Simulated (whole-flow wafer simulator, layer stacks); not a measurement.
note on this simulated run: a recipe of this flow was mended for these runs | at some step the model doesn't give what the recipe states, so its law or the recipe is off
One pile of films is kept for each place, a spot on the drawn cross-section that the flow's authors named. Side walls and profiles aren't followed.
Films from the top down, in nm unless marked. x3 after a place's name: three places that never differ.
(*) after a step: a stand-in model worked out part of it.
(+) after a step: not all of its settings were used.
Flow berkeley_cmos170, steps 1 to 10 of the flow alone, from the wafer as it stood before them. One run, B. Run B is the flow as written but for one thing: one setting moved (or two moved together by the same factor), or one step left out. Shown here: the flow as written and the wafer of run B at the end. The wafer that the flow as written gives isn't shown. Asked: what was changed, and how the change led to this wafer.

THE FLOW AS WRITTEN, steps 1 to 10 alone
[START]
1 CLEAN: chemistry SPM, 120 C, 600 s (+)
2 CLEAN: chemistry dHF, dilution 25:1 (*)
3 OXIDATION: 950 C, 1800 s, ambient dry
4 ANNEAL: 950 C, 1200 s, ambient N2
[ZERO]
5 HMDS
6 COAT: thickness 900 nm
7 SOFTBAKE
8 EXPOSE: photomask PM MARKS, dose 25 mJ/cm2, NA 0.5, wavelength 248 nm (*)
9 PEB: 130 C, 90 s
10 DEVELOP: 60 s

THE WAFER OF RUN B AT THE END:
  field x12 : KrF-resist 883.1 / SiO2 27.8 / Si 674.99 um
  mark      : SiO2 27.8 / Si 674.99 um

The cause: step 3, OXIDATION: 985 C was run, where the flow has 950 C.

How the change led to this, step by step:
  3 OXIDATION: 950 C, 1800 s, ambient dry
      field x12, mark: SiO2 +27.8 (new film), Si -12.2 (as written it would be: SiO2 +20.4 (new film), Si -8.98)
